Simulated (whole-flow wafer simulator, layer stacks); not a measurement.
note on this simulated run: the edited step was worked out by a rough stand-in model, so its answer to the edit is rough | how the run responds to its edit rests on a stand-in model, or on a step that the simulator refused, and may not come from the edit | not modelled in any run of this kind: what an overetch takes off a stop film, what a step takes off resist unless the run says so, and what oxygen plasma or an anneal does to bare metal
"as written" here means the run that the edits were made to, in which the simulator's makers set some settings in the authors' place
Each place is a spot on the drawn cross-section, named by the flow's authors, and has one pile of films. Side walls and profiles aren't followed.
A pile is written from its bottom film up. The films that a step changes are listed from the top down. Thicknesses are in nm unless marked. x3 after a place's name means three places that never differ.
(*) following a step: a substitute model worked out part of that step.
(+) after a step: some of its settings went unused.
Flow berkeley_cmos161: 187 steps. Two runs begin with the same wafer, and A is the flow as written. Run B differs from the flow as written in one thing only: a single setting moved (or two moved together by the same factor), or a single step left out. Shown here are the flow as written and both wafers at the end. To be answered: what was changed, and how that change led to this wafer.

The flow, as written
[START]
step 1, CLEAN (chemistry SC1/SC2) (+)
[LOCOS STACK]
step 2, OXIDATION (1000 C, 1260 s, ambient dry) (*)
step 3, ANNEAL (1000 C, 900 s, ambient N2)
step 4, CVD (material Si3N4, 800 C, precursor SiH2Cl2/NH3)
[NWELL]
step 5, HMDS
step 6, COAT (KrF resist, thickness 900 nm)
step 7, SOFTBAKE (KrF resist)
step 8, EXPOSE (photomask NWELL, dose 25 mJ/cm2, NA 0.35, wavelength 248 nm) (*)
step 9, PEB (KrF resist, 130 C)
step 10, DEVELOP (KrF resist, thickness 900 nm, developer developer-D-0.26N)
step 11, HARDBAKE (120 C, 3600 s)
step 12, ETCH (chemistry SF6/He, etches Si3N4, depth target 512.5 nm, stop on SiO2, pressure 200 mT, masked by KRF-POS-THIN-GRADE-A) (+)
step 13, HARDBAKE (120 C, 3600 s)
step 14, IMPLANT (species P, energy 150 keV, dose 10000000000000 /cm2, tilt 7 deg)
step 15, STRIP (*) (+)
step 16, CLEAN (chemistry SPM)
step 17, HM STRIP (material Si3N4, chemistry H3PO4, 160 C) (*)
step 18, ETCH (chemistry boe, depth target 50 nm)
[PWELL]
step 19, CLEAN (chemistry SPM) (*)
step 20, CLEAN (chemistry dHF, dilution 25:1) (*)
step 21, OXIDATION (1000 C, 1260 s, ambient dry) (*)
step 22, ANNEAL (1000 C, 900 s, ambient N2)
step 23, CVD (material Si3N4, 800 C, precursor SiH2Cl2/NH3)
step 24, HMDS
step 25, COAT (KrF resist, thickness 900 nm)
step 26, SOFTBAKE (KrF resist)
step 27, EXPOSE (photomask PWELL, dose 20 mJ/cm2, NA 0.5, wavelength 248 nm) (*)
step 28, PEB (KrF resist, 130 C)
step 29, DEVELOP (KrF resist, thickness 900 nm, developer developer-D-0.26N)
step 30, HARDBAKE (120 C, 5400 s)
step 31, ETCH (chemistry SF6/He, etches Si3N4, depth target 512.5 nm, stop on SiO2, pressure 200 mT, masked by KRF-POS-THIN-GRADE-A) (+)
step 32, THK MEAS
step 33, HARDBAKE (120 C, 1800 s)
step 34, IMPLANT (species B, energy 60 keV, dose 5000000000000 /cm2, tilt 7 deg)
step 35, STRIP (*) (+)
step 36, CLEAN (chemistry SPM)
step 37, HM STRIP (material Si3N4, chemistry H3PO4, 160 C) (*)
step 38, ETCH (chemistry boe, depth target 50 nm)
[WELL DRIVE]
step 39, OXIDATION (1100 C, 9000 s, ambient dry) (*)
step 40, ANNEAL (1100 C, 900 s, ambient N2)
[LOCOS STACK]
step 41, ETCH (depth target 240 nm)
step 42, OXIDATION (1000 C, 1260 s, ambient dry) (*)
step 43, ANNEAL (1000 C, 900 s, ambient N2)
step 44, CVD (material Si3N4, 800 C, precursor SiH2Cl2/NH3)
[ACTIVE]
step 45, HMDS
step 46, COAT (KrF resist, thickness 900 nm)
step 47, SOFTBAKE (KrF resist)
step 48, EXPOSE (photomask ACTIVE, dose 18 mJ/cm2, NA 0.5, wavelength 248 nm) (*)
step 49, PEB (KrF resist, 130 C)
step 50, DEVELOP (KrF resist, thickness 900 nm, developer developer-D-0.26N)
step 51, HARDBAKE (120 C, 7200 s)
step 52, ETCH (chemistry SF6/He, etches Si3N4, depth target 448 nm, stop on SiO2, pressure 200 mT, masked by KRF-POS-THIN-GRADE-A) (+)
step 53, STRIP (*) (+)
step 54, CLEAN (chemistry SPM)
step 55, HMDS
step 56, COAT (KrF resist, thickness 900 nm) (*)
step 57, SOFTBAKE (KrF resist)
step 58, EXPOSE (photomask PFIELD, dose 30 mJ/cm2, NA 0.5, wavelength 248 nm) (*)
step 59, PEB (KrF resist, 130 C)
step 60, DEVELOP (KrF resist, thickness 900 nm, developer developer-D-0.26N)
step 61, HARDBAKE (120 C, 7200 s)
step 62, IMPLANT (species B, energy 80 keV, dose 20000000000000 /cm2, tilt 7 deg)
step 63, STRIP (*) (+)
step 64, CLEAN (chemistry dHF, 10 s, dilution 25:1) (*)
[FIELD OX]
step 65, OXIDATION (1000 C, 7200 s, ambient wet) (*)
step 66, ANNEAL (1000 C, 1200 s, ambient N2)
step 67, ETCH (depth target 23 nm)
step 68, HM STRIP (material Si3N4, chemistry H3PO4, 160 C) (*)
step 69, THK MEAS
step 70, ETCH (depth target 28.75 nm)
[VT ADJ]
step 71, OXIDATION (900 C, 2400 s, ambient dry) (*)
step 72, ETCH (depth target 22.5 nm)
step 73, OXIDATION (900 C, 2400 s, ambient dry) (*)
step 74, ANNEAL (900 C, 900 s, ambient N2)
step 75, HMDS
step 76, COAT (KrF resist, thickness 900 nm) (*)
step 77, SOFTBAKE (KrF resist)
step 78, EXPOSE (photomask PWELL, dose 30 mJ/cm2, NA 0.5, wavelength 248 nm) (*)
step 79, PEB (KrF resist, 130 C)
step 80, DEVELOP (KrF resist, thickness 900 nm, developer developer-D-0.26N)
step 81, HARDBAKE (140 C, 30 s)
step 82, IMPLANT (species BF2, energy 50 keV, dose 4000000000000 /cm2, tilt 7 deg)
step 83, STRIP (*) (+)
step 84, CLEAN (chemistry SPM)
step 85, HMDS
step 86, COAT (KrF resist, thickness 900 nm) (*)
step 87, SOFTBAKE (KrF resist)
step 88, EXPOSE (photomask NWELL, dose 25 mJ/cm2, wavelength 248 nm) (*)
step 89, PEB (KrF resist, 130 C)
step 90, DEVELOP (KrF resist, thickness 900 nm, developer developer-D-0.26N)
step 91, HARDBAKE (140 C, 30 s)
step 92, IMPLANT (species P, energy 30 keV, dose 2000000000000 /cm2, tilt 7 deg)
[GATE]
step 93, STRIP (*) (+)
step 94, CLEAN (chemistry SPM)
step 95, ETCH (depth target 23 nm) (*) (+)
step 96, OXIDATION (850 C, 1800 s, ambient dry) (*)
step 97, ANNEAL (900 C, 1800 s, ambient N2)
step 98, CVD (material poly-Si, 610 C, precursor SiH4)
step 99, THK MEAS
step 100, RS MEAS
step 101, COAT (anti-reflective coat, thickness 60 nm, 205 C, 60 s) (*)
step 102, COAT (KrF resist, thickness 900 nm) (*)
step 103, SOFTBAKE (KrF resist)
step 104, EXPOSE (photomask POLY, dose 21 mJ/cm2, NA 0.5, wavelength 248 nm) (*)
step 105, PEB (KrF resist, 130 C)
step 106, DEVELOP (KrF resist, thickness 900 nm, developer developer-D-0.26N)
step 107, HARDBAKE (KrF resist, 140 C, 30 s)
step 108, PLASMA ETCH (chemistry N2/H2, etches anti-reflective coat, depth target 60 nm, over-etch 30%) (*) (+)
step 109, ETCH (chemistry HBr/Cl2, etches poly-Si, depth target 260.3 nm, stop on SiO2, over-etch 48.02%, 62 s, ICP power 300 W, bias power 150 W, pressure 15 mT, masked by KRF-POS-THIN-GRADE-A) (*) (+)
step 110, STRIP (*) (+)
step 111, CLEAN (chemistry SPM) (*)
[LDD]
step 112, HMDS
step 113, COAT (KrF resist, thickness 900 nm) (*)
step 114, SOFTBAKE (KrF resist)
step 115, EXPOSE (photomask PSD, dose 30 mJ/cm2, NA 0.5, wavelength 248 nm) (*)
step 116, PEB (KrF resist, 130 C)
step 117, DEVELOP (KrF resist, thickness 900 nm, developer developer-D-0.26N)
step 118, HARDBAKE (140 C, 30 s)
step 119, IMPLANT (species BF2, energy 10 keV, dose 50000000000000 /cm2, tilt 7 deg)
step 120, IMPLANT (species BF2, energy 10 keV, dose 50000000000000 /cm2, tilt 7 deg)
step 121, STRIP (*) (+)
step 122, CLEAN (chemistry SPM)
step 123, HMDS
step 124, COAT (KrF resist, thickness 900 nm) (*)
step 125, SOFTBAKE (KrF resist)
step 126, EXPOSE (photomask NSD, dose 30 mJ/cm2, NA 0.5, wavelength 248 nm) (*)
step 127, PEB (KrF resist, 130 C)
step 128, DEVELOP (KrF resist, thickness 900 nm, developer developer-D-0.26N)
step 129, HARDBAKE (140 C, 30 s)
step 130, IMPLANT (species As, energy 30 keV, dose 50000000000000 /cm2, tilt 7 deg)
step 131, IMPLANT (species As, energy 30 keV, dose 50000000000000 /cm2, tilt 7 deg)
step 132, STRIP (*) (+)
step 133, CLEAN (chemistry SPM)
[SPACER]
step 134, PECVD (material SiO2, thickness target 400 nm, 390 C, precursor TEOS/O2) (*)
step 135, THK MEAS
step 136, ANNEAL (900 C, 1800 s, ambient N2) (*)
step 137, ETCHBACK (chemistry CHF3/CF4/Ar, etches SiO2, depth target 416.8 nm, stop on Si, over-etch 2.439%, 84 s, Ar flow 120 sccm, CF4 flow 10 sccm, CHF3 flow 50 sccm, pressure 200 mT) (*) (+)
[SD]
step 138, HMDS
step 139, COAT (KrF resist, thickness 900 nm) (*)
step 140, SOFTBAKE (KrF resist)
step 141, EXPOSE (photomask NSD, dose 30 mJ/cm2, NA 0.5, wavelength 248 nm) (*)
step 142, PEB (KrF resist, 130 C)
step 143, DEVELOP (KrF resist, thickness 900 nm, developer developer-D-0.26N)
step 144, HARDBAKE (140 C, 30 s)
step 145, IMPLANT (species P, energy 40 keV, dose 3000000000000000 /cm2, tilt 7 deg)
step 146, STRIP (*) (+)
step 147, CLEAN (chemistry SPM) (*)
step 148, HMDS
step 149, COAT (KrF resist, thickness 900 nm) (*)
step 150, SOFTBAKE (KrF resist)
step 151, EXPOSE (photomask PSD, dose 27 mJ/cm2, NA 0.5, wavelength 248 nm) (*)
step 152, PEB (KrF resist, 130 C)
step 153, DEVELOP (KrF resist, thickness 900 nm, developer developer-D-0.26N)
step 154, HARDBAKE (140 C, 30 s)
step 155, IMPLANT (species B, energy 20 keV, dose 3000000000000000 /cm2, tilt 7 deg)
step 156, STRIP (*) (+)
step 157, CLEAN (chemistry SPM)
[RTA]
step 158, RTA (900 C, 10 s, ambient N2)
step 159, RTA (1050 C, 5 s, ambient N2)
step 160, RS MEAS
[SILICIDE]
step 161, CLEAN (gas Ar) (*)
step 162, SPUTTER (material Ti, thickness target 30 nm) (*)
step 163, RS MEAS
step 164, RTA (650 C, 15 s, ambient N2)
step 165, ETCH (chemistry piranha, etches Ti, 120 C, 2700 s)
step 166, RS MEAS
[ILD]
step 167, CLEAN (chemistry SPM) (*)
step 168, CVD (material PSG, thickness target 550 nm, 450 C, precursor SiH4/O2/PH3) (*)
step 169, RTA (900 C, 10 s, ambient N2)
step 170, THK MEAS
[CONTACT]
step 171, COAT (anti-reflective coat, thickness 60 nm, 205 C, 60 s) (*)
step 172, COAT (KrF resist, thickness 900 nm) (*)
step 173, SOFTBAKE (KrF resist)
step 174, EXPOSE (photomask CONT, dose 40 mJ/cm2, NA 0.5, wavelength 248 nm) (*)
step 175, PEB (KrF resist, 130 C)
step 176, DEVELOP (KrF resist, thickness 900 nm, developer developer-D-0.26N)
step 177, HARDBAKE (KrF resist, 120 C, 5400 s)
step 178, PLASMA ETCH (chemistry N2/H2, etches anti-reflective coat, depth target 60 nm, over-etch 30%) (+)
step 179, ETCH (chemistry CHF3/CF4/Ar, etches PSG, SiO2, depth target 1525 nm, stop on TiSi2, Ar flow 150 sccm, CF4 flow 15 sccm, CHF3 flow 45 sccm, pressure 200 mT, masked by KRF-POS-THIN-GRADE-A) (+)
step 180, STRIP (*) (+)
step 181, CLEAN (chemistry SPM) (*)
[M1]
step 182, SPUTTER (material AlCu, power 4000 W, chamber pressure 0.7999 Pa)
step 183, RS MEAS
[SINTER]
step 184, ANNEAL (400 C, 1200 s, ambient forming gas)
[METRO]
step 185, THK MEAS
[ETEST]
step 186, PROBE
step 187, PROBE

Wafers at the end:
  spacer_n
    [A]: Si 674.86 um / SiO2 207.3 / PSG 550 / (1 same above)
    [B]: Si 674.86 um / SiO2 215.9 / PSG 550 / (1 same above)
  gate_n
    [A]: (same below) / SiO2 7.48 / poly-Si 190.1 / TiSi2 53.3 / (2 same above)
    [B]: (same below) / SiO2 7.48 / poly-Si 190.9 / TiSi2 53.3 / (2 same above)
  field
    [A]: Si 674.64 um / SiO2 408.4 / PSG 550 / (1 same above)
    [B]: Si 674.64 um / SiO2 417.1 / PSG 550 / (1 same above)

What caused this: step 136, ANNEAL: 720 C was run, though the flow has 900 C.

How this came from the change, step by step:
  step 136, ANNEAL (900 C, 1800 s, ambient N2) (*)
      field, sd_n, gate_n, gate_p, contact, m1: A SiO2 loses 18 | B SiO2 loses 9.36
      spacer_n, sd_p, spacer_p: A SiO2 loses 17.3 | B SiO2 loses 9.01
  step 137, ETCHBACK (chemistry CHF3/CF4/Ar, etches SiO2, depth target 416.8 nm, stop on Si, over-etch 2.439%, 84 s, Ar flow 120 sccm, CF4 flow 10 sccm, CHF3 flow 50 sccm, pressure 200 mT) (*) (+)
      gate_n, gate_p: A SiO2 loses 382 (all of it), chemical SiO2 loses 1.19 (all of it), poly-Si loses 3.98 | B SiO2 loses 390.6 (all of it), chemical SiO2 loses 1.19 (all of it), poly-Si loses 3.2
      sd_n: A SiO2 loses 387.9 (all of it) | B SiO2 loses 396.6 (all of it)
      (and at 3 other places as well)
  step 171, COAT (anti-reflective coat, thickness 60 nm, 205 C, 60 s) (*)
      sd_n: A anti-reflective coat gains 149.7 (new film) | B anti-reflective coat gains 156.9 (new film)
      spacer_n: A anti-reflective coat gains 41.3 (new film) | B anti-reflective coat gains 40 (new film)
      (and at 4 other places as well)
  step 180, STRIP (*) (+)
      sd_n: A KrF resist loses 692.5 (all of it), anti-reflective coat loses 149.7 (all of it) | B KrF resist loses 691 (all of it), anti-reflective coat loses 156.9 (all of it)
      spacer_n: A KrF resist loses 635.2 (all of it), anti-reflective coat loses 41.3 (all of it) | B KrF resist loses 635 (all of it), anti-reflective coat loses 40 (all of it)
      (and at 4 other places as well)
